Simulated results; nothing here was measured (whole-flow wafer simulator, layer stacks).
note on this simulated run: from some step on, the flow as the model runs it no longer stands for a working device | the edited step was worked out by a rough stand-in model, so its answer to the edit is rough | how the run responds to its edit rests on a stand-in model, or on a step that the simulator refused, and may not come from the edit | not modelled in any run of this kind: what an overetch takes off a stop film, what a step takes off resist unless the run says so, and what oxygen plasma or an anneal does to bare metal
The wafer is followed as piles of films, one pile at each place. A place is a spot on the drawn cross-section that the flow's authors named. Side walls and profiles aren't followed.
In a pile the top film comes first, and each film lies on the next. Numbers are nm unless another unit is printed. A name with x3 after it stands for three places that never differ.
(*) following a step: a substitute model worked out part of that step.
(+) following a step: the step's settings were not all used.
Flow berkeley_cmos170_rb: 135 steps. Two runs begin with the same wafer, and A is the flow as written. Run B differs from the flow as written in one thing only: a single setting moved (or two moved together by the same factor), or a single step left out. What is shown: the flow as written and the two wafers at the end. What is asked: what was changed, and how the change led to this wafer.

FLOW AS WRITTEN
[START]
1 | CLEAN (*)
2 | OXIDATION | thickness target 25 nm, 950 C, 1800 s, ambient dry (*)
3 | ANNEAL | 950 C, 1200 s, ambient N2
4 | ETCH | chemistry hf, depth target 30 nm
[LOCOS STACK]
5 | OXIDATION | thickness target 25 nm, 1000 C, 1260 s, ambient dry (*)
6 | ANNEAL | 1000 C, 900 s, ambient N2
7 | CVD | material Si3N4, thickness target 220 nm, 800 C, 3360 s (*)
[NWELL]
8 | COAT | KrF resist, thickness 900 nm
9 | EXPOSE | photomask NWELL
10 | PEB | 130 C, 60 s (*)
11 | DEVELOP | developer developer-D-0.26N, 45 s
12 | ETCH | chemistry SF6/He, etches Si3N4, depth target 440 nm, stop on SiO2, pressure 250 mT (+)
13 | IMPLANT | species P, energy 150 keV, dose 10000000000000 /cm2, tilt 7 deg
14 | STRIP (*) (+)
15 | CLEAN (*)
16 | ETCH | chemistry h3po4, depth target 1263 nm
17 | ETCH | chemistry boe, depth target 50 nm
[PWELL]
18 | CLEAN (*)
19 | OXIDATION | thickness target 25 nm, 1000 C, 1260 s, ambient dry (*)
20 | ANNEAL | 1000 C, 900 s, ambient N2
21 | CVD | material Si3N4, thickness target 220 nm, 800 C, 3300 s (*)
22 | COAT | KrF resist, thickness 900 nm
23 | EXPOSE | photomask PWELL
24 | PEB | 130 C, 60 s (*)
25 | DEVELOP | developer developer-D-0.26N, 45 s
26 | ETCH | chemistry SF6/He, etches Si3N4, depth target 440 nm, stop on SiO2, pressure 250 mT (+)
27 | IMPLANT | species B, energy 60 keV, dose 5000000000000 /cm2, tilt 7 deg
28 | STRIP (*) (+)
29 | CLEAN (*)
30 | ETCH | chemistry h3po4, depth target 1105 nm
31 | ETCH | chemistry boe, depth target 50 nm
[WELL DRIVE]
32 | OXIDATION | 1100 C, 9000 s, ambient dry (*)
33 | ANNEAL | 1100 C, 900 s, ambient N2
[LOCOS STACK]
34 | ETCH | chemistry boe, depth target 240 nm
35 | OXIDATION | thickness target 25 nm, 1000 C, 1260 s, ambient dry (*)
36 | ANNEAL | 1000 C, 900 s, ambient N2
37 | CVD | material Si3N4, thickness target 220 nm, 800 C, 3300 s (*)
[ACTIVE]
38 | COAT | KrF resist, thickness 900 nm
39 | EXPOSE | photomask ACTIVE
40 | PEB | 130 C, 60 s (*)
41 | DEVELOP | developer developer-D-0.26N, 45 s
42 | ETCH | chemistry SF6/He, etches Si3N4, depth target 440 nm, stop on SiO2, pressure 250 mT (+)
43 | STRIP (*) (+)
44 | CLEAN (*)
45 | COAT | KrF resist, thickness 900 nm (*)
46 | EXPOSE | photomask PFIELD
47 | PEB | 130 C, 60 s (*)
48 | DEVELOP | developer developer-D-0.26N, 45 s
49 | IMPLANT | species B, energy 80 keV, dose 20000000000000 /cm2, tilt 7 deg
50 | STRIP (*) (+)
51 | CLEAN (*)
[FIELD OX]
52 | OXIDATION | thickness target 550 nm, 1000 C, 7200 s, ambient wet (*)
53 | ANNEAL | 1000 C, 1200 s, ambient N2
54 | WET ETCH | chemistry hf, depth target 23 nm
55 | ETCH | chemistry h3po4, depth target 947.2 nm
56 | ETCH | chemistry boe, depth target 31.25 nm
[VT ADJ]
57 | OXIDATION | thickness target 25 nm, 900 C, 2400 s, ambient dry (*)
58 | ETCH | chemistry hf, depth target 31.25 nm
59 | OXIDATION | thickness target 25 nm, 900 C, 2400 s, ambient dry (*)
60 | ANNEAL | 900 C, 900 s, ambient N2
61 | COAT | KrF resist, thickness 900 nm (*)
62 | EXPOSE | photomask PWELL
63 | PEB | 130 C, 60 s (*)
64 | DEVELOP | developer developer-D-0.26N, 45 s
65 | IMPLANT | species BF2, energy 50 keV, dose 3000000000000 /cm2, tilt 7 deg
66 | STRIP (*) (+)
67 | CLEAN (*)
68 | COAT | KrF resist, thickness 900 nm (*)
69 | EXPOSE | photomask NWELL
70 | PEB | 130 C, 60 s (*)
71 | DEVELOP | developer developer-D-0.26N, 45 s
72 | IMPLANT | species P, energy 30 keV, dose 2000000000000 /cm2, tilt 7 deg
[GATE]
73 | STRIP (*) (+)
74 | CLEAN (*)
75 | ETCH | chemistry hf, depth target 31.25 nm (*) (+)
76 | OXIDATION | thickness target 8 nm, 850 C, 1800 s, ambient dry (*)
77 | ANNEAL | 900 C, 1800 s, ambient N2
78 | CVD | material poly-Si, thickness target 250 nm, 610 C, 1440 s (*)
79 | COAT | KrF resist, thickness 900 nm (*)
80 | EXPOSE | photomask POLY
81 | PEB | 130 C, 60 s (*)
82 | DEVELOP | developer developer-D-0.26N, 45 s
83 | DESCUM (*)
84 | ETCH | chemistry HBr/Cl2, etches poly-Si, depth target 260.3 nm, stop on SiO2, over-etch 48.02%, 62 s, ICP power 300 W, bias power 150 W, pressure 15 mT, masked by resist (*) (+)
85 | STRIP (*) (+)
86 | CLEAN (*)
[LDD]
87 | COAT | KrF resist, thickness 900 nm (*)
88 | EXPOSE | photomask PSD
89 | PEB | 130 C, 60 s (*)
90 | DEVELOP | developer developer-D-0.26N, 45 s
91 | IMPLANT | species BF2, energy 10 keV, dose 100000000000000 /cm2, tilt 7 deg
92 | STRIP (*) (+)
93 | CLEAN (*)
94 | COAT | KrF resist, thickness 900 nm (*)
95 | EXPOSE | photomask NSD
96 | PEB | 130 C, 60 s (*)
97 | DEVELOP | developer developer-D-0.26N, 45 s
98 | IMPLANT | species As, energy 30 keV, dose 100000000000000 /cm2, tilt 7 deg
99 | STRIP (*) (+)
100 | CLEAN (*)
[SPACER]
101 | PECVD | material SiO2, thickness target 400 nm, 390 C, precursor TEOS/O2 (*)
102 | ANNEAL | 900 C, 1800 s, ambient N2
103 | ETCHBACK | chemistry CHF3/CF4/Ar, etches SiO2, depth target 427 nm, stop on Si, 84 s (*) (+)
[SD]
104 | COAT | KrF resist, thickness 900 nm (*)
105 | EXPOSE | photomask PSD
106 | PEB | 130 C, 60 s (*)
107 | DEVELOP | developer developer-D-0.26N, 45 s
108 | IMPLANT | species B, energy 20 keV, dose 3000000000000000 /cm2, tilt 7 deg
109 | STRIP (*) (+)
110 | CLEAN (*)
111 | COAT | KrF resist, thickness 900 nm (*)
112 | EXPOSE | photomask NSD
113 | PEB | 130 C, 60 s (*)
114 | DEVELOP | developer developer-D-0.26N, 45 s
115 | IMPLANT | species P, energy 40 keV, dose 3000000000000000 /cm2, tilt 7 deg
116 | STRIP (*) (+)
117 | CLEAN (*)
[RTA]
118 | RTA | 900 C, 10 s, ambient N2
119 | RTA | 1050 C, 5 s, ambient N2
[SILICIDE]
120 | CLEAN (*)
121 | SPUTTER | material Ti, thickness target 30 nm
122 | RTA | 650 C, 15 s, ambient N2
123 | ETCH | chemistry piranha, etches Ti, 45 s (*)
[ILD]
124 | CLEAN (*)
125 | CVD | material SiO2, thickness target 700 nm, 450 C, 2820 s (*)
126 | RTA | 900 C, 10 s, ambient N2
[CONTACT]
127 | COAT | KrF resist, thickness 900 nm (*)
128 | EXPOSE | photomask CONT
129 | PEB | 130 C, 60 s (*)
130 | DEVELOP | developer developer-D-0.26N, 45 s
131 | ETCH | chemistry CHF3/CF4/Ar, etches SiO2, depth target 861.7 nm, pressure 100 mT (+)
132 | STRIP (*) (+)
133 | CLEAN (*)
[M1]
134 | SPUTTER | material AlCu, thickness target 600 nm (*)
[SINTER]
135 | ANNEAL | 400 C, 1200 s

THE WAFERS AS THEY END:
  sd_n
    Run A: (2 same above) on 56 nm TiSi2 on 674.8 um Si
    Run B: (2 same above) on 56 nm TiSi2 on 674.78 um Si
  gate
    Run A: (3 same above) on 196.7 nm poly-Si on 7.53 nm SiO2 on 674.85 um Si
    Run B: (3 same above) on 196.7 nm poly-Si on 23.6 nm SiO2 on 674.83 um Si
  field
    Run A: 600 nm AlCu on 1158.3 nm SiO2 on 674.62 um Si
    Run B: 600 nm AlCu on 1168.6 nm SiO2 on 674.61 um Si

Cause: step 57, OXIDATION: 1080 C was run, whereas the flow has 900 C.

Step by step, how the change led to this:
  57 | OXIDATION | thickness target 25 nm, 900 C, 2400 s, ambient dry (*)
      sd_n, spacer_n, gate, sd_p, spacer_p, gate_p, contact, m1: A +15 SiO2 (new film), -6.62 Si | B +76.2 SiO2 (new film), -33.5 Si
      field: A +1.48 SiO2, -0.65 Si | B +11.8 SiO2, -5.2 Si
  58 | ETCH | chemistry hf, depth target 31.25 nm
      sd_n, spacer_n, gate, sd_p, spacer_p, gate_p, contact, m1: A -15 SiO2 (all of it) | B -31.2 SiO2
  59 | OXIDATION | thickness target 25 nm, 900 C, 2400 s, ambient dry (*)
      sd_n, spacer_n, gate, sd_p, spacer_p, gate_p, contact, m1: A +15 SiO2 (new film), -6.62 Si | B +6.41 SiO2, -2.82 Si
  75 | ETCH | chemistry hf, depth target 31.25 nm (*) (+)
      sd_n, spacer_n, gate, sd_p, spacer_p, gate_p, contact, m1: A -15 SiO2 (all of it) | B -31.2 SiO2
  76 | OXIDATION | thickness target 8 nm, 850 C, 1800 s, ambient dry (*)
      sd_n, spacer_n, gate, sd_p, spacer_p, gate_p, contact, m1: A +7.53 SiO2 (new film), -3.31 Si | B +3.43 SiO2, -1.51 Si
  103 | ETCHBACK | chemistry CHF3/CF4/Ar, etches SiO2, depth target 427 nm, stop on Si, 84 s (*) (+)
      sd_n, contact, m1: A -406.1 SiO2 (all of it) | B -422.2 SiO2 (all of it)
      sd_p: A -388.4 SiO2 (all of it) | B -402.2 SiO2 (all of it)
  104 | COAT | KrF resist, thickness 900 nm (*)
      sd_n: A +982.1 KrF resist (new film) | B +1003.2 KrF resist (new film)
  109 | STRIP (*) (+)
      sd_n: A -967.9 KrF resist (all of it) | B -989 KrF resist (all of it)
  111 | COAT | KrF resist, thickness 900 nm (*)
      sd_n: A +982.1 KrF resist (new film) | B +1003.2 KrF resist (new film)
  114 | DEVELOP | developer developer-D-0.26N, 45 s
      sd_n: A -982.1 KrF resist (all of it) | B -1003.2 KrF resist (all of it)
  116 | STRIP (*) (+)
      sd_p: A -976.5 KrF resist (all of it) | B -996.5 KrF resist (all of it)
  121 | SPUTTER | material Ti, thickness target 30 nm
      sd_p: A +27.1 Ti (new film) | B +25.2 Ti (new film)
  122 | RTA | 650 C, 15 s, ambient N2
      sd_p: A -21.1 Ti, +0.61 TiSi first (new film), +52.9 TiSi2 C49 (new film), -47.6 Si | B -19.7 Ti, +50.1 TiSi2 C49 (new film), -44.7 Si
  126 | RTA | 900 C, 10 s, ambient N2
      sd_p: A under 1 film: +50.7 TiSi2 (new film), -0.61 TiSi first (all of it), -52.9 TiSi2 C49 (all of it), -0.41 Si | B under 1 film: +47.2 TiSi2 (new film), -50.1 TiSi2 C49 (all of it)
  132 | STRIP (*) (+)
      sd_p: A -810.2 KrF resist (all of it) | B -828.3 KrF resist (all of it)
  134 | SPUTTER | material AlCu, thickness target 600 nm (*)
      sd_p: A +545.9 AlCu (new film) | B +533.8 AlCu (new film)
